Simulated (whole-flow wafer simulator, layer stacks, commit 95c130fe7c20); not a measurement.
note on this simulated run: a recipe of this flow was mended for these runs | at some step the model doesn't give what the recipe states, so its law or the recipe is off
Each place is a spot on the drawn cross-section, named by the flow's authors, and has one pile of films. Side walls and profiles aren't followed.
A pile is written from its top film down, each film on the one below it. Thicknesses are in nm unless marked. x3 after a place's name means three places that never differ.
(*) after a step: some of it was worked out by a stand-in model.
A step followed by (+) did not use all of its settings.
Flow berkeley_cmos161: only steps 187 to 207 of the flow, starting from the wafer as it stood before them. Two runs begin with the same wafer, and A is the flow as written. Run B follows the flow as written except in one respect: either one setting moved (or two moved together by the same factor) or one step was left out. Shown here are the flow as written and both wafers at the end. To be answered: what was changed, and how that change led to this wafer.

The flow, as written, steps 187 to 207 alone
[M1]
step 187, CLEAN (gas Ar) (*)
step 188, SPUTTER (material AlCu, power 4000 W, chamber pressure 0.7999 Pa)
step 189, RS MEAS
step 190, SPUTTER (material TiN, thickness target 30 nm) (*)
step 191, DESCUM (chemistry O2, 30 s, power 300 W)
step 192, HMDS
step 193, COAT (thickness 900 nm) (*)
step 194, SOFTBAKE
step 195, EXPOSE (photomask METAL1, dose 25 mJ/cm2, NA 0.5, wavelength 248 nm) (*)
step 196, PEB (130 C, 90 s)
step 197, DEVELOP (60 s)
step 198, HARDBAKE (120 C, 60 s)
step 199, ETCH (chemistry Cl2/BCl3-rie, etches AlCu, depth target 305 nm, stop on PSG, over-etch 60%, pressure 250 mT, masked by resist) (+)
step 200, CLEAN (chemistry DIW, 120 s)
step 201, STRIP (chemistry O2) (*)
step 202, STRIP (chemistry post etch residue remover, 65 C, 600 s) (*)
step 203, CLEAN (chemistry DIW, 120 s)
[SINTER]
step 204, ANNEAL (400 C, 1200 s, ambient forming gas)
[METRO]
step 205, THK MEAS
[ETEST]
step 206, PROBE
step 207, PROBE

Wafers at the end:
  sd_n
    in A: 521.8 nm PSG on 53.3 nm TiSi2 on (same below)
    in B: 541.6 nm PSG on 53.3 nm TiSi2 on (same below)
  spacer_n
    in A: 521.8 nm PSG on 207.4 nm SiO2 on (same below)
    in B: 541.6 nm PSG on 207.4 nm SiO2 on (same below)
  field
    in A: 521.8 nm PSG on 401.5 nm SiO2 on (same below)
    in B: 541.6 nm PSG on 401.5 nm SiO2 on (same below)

The reason: step 188, SPUTTER: power 6400 W was run, though the flow has power 4000 W.

The path from the change to this, step by step:
  step 188, SPUTTER (material AlCu, power 4000 W, chamber pressure 0.7999 Pa)
      field, sd_n, spacer_n, gate_n, spacer_p, gate_p, m1: A +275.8 AlCu (new film) | B +434.6 AlCu (new film)
      sd_p: A +235.4 AlCu (new film) | B +372.2 AlCu (new film)
      (as well as at 1 more place)
  step 190, SPUTTER (material TiN, thickness target 30 nm) (*)
      contact: A +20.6 TiN (new film) | B +18.9 TiN (new film)
  step 193, COAT (thickness 900 nm) (*)
      contact: A +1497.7 KrF-resist (new film) | B +1548.5 KrF-resist (new film)
  step 198, HARDBAKE (120 C, 60 s)
      contact: A -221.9 KrF-resist | B -229.4 KrF-resist
  step 199, ETCH (chemistry Cl2/BCl3-rie, etches AlCu, depth target 305 nm, stop on PSG, over-etch 60%, pressure 250 mT, masked by resist) (+)
      field, sd_n, spacer_n, gate_n, spacer_p, gate_p: A -30 TiN (all of it), -275.8 AlCu (all of it), -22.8 PSG | B -30 TiN (all of it), -434.6 AlCu (all of it), -2.93 PSG
      sd_p: A -26.1 TiN (all of it), -235.4 AlCu (all of it), -28.3 PSG | B -25.7 TiN (all of it), -372.2 AlCu (all of it), -11.3 PSG
  step 201, STRIP (chemistry O2) (*)
      contact: A -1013 KrF-resist (all of it) | B -1056.2 KrF-resist (all of it)
